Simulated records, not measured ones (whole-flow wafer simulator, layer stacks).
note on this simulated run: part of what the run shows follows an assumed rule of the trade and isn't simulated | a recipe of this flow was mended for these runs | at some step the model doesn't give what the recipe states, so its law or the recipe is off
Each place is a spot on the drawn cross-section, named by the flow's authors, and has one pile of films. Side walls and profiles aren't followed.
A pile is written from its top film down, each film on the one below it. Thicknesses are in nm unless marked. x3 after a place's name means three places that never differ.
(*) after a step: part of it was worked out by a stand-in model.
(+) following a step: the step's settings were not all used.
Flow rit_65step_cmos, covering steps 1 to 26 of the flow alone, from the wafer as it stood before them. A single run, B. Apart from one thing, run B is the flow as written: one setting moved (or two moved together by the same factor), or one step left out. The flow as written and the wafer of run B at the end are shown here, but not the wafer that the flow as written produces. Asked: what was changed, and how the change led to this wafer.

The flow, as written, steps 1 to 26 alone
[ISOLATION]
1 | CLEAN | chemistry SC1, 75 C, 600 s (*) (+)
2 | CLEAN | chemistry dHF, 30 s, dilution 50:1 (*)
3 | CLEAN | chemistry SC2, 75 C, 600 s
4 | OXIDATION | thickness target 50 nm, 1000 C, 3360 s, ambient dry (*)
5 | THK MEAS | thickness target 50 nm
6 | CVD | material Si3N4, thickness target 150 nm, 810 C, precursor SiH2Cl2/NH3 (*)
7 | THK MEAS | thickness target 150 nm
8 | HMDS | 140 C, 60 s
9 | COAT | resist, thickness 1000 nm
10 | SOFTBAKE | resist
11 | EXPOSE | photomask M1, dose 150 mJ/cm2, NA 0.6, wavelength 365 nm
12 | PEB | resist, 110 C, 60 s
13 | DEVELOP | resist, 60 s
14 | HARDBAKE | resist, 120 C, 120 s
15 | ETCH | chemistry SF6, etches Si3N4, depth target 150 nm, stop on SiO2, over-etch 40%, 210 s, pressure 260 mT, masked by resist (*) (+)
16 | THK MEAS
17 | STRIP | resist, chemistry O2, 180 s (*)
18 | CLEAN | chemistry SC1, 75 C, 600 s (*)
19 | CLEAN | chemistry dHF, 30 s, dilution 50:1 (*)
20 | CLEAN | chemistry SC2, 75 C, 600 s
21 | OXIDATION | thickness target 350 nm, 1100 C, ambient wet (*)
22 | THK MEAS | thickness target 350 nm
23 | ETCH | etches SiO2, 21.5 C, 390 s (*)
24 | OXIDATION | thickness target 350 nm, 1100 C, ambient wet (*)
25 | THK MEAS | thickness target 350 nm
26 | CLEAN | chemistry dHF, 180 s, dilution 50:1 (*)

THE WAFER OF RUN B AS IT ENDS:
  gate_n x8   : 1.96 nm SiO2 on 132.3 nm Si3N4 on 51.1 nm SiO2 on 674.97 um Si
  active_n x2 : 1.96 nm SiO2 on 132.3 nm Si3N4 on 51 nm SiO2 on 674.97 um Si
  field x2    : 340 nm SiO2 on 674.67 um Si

Cause: step 26, CLEAN: 108 s was run, though the flow has 180 s.

How this came from the change, step by step:
  26 | CLEAN | chemistry dHF, 180 s, dilution 50:1 (*)
      active_n x2, gate_n x8: -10 SiO2 (it would be, as written: -12 SiO2 (all of it), -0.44 Si3N4)
      field x2, field_pw x2: -10 SiO2 (it would be, as written: -16.7 SiO2)
